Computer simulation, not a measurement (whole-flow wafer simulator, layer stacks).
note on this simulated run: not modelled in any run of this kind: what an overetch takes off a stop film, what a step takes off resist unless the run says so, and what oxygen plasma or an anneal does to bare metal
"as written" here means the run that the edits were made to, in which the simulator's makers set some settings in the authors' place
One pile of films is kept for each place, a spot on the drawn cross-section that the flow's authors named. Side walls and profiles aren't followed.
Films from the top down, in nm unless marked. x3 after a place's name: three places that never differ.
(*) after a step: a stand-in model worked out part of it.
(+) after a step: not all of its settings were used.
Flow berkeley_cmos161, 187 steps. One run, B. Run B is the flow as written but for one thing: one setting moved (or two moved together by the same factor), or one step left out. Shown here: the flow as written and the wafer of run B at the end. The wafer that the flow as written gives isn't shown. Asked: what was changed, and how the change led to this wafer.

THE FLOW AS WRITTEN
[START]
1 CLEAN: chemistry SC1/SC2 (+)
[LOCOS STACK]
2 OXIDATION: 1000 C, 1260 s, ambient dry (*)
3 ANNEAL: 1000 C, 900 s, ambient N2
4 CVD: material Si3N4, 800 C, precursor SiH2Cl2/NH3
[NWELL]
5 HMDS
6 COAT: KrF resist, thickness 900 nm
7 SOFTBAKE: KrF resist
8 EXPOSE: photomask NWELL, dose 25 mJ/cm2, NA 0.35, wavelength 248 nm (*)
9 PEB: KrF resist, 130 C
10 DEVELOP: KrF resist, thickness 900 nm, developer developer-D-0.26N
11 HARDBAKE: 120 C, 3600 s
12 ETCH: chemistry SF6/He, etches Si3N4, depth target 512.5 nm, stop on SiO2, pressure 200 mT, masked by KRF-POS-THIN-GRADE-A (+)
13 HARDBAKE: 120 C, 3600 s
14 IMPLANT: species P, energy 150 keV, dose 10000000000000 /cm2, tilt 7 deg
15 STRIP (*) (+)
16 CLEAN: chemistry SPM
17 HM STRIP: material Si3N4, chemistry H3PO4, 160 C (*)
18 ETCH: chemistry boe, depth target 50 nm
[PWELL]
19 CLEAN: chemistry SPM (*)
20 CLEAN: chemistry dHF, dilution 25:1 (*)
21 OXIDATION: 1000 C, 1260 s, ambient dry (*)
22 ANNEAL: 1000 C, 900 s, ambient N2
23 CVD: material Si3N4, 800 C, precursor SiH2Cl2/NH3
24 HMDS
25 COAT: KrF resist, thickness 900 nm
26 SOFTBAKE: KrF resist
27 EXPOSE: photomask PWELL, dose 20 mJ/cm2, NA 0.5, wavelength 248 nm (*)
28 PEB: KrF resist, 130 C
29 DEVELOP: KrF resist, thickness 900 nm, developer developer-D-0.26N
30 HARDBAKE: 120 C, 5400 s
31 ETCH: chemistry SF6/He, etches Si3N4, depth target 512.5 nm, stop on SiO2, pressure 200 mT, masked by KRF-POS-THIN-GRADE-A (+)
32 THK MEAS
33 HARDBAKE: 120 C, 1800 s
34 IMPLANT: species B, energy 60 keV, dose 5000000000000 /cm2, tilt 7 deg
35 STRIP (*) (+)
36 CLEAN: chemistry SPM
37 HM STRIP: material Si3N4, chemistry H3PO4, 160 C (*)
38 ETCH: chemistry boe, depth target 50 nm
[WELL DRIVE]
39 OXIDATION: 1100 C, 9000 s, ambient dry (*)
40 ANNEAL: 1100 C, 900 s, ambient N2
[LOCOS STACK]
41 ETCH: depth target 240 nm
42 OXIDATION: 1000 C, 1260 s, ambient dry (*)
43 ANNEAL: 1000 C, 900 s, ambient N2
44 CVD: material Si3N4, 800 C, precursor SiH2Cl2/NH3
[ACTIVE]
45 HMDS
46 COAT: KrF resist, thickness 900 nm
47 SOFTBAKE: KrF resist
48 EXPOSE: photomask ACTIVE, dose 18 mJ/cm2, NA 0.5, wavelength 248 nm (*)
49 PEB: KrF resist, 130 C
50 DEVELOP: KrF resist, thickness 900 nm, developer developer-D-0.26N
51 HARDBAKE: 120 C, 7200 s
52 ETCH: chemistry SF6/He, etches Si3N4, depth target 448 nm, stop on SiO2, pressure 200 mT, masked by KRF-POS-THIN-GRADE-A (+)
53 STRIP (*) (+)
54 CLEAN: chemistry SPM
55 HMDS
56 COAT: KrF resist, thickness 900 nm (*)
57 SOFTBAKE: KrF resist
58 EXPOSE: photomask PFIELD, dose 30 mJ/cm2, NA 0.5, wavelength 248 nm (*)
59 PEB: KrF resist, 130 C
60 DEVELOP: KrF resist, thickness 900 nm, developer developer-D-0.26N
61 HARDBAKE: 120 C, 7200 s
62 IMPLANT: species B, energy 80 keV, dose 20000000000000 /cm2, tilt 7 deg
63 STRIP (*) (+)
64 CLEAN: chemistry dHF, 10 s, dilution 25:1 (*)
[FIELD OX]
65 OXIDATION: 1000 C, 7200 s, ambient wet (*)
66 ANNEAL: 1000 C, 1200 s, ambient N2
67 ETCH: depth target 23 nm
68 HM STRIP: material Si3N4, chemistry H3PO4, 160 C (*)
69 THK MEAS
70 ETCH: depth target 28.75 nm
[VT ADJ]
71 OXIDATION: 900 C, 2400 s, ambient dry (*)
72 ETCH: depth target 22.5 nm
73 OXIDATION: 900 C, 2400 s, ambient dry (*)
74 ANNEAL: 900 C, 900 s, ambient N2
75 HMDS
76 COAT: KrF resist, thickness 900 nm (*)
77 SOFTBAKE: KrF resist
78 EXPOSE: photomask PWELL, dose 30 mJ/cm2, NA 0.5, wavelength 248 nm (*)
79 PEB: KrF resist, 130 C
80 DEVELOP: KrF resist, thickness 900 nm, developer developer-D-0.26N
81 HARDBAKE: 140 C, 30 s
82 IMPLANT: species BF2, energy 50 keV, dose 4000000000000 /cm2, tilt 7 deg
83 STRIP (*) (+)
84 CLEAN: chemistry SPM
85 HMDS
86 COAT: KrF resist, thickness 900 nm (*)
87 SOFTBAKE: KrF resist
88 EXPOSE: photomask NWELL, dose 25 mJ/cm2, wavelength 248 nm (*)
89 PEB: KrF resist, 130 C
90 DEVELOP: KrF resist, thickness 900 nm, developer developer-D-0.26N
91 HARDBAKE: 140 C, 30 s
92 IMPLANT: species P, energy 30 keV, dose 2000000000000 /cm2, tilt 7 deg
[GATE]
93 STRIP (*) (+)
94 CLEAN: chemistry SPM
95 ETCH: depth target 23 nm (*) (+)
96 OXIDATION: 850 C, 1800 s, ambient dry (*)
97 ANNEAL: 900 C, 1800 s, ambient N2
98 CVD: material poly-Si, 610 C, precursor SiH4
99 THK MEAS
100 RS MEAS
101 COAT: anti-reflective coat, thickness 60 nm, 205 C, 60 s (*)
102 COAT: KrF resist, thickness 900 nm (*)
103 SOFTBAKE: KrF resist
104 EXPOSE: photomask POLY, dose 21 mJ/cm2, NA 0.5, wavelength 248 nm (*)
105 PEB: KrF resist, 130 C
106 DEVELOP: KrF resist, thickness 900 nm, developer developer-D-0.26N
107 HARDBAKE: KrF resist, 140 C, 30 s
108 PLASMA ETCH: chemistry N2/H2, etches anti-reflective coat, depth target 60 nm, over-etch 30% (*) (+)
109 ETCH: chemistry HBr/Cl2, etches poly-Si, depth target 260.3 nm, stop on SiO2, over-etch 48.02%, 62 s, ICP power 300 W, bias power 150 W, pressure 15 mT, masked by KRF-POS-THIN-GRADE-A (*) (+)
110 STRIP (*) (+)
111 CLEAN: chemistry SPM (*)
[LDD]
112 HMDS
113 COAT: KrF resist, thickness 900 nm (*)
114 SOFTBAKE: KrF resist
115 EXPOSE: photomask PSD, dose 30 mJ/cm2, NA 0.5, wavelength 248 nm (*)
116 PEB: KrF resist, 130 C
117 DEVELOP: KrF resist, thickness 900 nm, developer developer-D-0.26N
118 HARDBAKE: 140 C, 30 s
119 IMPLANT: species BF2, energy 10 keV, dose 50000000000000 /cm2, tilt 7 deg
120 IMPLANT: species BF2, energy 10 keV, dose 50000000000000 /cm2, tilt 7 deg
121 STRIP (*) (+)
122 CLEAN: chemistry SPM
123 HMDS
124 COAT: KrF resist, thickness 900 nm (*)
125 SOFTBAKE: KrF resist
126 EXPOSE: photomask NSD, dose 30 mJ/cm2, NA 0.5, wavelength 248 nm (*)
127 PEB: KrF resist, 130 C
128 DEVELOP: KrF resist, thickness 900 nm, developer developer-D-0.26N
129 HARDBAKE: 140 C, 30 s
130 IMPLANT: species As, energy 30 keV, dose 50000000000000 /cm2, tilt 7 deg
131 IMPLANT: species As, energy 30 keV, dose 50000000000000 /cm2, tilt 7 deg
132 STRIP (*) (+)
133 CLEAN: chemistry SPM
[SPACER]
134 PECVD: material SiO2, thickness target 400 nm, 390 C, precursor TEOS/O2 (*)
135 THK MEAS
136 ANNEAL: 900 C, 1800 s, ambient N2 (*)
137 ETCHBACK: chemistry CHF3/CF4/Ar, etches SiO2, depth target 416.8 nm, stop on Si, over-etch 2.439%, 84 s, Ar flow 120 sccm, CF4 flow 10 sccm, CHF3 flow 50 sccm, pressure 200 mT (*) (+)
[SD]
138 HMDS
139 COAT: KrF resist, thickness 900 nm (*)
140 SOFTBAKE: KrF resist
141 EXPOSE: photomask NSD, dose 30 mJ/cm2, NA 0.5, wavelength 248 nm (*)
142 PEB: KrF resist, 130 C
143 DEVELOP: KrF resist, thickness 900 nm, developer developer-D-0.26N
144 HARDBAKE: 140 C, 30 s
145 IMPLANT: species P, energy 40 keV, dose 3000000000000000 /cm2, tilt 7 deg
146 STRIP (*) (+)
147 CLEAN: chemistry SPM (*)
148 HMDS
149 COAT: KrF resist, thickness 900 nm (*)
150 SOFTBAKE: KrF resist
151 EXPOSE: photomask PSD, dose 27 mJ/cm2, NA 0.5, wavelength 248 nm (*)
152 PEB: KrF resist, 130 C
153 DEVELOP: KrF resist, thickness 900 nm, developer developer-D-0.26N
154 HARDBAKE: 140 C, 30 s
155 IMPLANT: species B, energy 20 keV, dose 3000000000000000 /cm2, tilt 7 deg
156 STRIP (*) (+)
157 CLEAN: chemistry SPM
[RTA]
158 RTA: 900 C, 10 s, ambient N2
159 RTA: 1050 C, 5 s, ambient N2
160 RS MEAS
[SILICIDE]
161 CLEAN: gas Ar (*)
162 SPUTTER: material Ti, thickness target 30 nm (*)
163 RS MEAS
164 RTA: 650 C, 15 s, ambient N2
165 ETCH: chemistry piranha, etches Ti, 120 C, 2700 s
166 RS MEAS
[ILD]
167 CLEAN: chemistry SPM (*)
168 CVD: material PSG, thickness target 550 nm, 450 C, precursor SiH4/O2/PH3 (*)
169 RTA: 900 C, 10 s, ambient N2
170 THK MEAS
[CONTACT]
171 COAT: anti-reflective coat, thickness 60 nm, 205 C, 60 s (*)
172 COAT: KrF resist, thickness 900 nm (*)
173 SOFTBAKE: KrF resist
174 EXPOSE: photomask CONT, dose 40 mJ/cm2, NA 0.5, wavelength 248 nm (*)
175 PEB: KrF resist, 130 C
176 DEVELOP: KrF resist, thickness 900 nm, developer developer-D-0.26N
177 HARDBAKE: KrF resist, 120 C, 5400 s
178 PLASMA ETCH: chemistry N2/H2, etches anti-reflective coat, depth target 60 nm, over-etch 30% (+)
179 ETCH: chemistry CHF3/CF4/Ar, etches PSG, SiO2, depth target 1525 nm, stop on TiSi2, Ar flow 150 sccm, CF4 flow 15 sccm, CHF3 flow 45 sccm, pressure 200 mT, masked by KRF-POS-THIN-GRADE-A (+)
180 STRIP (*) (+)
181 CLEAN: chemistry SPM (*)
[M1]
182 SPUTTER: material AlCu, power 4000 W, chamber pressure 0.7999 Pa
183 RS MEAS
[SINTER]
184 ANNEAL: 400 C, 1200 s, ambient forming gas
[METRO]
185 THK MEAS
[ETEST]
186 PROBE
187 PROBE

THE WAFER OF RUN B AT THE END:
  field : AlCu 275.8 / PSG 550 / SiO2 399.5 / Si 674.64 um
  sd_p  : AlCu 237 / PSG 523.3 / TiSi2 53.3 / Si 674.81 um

The cause: step 67, ETCH: depth target 32 nm was run, where the flow has depth target 23 nm.

How the change led to this, step by step:
  67 ETCH: depth target 23 nm
      field: SiO2 -32 (as written it would be: SiO2 -23)
  101 COAT: anti-reflective coat, thickness 60 nm, 205 C, 60 s (*)
      sd_n: anti-reflective coat +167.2 (new film) (as written it would be: anti-reflective coat +173.5 (new film))
      spacer_n: anti-reflective coat +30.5 (new film) (as written it would be: anti-reflective coat +28.7 (new film))
      (and at 4 more places)
  108 PLASMA ETCH: chemistry N2/H2, etches anti-reflective coat, depth target 60 nm, over-etch 30% (*) (+)
      sd_n: anti-reflective coat -167.2 (all of it), poly-Si -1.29 (as written it would be: anti-reflective coat -173.5 (all of it), poly-Si -1.33)
      spacer_n: anti-reflective coat -30.5 (all of it), poly-Si -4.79 (as written it would be: anti-reflective coat -28.7 (all of it), poly-Si -5.05)
      (and at 2 more places)
  110 STRIP (*) (+)
      gate_n: chemical SiO2 +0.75 (new film), KrF resist -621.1 (all of it), anti-reflective coat -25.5 (all of it), poly-Si -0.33 (as written it would be: chemical SiO2 +0.75 (new film), KrF resist -626.8 (all of it), anti-reflective coat -23.7 (all of it), poly-Si -0.33)
      gate_p: chemical SiO2 +0.75 (new film), KrF resist -594.6 (all of it), anti-reflective coat -28.9 (all of it), poly-Si -0.33 (as written it would be: chemical SiO2 +0.75 (new film), KrF resist -598.2 (all of it), anti-reflective coat -27.9 (all of it), poly-Si -0.33)
  171 COAT: anti-reflective coat, thickness 60 nm, 205 C, 60 s (*)
      sd_n: anti-reflective coat +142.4 (new film) (as written it would be: anti-reflective coat +149.7 (new film))
      m1: anti-reflective coat +95.6 (new film) (as written it would be: anti-reflective coat +97.8 (new film))
  180 STRIP (*) (+)
      sd_n: KrF resist -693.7 (all of it), anti-reflective coat -142.4 (all of it) (as written it would be: KrF resist -692.5 (all of it), anti-reflective coat -149.7 (all of it))
      m1: KrF resist -736.5 (all of it), anti-reflective coat -95.6 (all of it) (as written it would be: KrF resist -739.9 (all of it), anti-reflective coat -97.8 (all of it))
